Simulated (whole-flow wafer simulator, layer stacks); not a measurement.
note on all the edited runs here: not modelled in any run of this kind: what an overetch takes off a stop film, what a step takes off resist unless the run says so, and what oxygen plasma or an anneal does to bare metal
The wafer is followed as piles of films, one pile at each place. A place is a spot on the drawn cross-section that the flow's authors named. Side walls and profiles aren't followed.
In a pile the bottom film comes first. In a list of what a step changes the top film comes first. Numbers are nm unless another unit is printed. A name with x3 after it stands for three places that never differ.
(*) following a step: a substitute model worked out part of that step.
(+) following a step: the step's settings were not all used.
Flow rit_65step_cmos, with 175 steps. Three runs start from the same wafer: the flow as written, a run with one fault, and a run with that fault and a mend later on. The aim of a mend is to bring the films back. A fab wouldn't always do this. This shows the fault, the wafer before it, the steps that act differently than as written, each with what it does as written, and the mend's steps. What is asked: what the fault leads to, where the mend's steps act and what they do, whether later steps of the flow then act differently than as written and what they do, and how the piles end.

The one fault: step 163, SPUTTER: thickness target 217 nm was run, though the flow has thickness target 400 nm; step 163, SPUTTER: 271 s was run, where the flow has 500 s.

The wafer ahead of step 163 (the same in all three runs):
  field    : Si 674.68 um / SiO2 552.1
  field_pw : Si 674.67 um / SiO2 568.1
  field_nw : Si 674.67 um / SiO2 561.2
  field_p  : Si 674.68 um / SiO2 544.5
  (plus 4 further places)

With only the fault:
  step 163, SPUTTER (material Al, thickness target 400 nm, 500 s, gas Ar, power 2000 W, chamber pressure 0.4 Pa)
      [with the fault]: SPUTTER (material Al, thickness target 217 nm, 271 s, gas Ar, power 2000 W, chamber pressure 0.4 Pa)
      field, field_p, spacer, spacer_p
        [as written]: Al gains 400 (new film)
        [with the fault]: Al gains 217 (new film)
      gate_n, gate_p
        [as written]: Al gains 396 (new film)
        [with the fault]: Al gains 217 (new film)
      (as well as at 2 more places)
  Later steps of the flow acting differently than as written (not shown: 3 more steps that differ only slightly, by at most 2% or 0.5 nm, whichever is larger):
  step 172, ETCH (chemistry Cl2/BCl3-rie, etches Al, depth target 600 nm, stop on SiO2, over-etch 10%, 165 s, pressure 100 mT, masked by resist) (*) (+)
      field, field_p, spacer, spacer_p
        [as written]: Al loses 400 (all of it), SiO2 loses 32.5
        [with the fault]: Al loses 217 (all of it), SiO2 loses 55.4
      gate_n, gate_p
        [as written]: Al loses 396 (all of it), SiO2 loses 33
        [with the fault]: Al loses 217 (all of it), SiO2 loses 55.4
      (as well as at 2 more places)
  At field, field_pw, field_nw, field_p, gate_n, gate_p, spacer, spacer_p, the piles at the end differ from the flow's by more than 2% or 0.5 nm, whichever is larger.
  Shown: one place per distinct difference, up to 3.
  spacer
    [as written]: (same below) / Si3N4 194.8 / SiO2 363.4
    [with the fault]: (same below) / Si3N4 194.8 / SiO2 340.5
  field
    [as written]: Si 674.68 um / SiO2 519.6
    [with the fault]: Si 674.68 um / SiO2 496.7
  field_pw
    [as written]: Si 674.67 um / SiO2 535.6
    [with the fault]: Si 674.67 um / SiO2 512.7

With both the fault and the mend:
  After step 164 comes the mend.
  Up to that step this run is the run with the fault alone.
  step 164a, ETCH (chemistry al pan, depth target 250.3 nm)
      field, field_p, gate_n, gate_p, spacer, spacer_p
        Al loses 217 (all of it)
      field_pw
        Al loses 216.9 (all of it)
      field_nw
        Al loses 216.8 (all of it)
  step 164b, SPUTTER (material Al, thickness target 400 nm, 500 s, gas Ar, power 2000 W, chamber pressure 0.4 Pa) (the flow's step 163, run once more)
      field, field_pw, field_p, spacer, spacer_p
        Al gains 400 (new film)
      gate_n, gate_p
        Al gains 396 (new film)
      field_nw
        Al gains 397.2 (new film)
  None of the later steps of the flow acts differently than as written at any place that is followed.
  By the end, the piles equal the flow's at every place that both follow.
